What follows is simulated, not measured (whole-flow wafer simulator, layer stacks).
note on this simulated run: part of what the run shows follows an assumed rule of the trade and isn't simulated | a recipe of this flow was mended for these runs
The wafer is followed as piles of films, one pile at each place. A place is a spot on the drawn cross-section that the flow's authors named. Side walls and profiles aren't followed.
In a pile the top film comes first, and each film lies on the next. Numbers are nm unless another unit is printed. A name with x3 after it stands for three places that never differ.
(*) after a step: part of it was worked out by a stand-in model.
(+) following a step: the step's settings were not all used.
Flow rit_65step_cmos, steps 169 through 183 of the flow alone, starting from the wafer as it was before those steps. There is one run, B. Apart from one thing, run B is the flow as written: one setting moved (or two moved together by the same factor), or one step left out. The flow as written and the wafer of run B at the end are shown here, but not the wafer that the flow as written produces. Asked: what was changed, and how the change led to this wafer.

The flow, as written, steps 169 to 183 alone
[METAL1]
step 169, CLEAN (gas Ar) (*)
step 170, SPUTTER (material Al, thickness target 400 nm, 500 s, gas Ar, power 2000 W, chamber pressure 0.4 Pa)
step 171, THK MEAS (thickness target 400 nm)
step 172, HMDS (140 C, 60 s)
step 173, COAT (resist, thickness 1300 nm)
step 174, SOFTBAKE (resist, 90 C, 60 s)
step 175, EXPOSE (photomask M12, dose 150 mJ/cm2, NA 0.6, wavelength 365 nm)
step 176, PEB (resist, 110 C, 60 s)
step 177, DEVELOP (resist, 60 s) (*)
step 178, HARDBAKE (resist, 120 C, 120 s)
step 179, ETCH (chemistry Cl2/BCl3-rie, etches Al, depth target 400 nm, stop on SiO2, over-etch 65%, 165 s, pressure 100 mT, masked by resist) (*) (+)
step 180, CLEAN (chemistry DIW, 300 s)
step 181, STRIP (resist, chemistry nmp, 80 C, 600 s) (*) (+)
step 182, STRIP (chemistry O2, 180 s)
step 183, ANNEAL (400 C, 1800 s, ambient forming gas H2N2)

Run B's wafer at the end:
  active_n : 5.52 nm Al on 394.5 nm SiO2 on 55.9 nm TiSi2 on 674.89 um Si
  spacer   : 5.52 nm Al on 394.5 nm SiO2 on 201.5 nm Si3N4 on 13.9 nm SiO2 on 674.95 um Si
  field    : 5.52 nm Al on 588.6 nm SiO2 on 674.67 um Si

What caused this: step 179, ETCH: depth target 231 nm was run, while the flow as written has depth target 400 nm; step 179, ETCH: 95 s was run, where the flow has 165 s.

The path from the change to this, step by step:
  step 179, ETCH (chemistry Cl2/BCl3-rie, etches Al, depth target 400 nm, stop on SiO2, over-etch 65%, 165 s, pressure 100 mT, masked by resist) (*) (+)
      field, field_pw, field_nw and 9 more: -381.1 Al (it would be, as written: -386.7 Al (all of it), -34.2 SiO2)
      contact, m1: -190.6 resist (it would be, as written: -330 resist)
  step 181, STRIP (resist, chemistry nmp, 80 C, 600 s) (*) (+)
      contact: -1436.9 resist (all of it) (it would be, as written: -1297.5 resist (all of it))
      m1: -957.6 resist (all of it) (it would be, as written: -818.2 resist (all of it))
Taking metal films that touch as one body, active_n has 1 body; the flow as written gives 0 bodies.
Taking metal films that touch as one body, spacer has 1 body; the flow as written gives 0 bodies.
Taking metal films that touch as one body, field has 1 body; the flow as written gives 0 bodies.
